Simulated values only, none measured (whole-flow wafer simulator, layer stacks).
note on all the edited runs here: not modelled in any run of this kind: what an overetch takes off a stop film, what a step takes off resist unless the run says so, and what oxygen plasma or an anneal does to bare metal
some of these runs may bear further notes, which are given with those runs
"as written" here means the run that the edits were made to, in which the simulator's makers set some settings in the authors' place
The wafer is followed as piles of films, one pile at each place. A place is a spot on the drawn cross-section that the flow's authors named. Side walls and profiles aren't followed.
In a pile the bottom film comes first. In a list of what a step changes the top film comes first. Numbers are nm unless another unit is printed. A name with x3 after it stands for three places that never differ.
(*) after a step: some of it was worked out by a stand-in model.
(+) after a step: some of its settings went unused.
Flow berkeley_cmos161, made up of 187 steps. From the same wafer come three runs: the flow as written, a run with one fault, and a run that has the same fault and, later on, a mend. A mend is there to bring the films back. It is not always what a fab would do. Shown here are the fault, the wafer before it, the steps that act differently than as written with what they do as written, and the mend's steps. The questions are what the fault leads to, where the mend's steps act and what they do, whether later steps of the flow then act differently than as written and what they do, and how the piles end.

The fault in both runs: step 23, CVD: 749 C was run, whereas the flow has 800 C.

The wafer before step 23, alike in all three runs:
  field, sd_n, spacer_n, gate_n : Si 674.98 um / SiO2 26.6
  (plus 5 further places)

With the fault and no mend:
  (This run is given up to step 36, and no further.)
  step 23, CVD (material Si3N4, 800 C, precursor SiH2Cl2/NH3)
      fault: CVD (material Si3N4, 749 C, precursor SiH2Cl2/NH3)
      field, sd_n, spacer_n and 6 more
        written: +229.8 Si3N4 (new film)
        fault: +115.8 Si3N4 (new film)
  Later steps of the flow acting differently than as written (1 more step, not shown, differs only slightly: by at most 2% or 0.5 nm, whichever is larger):
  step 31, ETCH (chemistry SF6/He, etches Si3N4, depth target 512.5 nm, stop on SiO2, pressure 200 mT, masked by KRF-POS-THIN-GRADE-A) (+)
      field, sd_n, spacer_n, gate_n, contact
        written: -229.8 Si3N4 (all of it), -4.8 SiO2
        fault: -115.8 Si3N4 (all of it), -4.8 SiO2
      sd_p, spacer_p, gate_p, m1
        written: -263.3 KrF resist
        fault: -139.5 KrF resist
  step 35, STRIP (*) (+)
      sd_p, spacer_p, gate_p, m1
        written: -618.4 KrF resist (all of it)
        fault: -742.1 KrF resist (all of it)
  Once step 36 is done, the piles at sd_p, spacer_p, gate_p, m1 depart from the flow's by more than 2% or 0.5 nm, whichever is larger.
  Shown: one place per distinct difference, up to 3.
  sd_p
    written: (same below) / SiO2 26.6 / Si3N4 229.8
    fault: (same below) / SiO2 26.6 / Si3N4 115.8

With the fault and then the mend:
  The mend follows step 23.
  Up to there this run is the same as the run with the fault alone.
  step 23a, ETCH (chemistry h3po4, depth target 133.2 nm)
      field, sd_n, spacer_n and 6 more
        -115.8 Si3N4 (all of it)
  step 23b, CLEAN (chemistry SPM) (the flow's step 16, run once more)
      alters no film at any place that is followed
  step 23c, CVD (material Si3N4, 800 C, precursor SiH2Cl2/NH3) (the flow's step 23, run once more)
      field, sd_n, spacer_n and 6 more
        +229.8 Si3N4 (new film)
  Later steps of the flow that are run all act as written at every place that is followed.
  At every place that both follow, the piles at the end match the flow's.
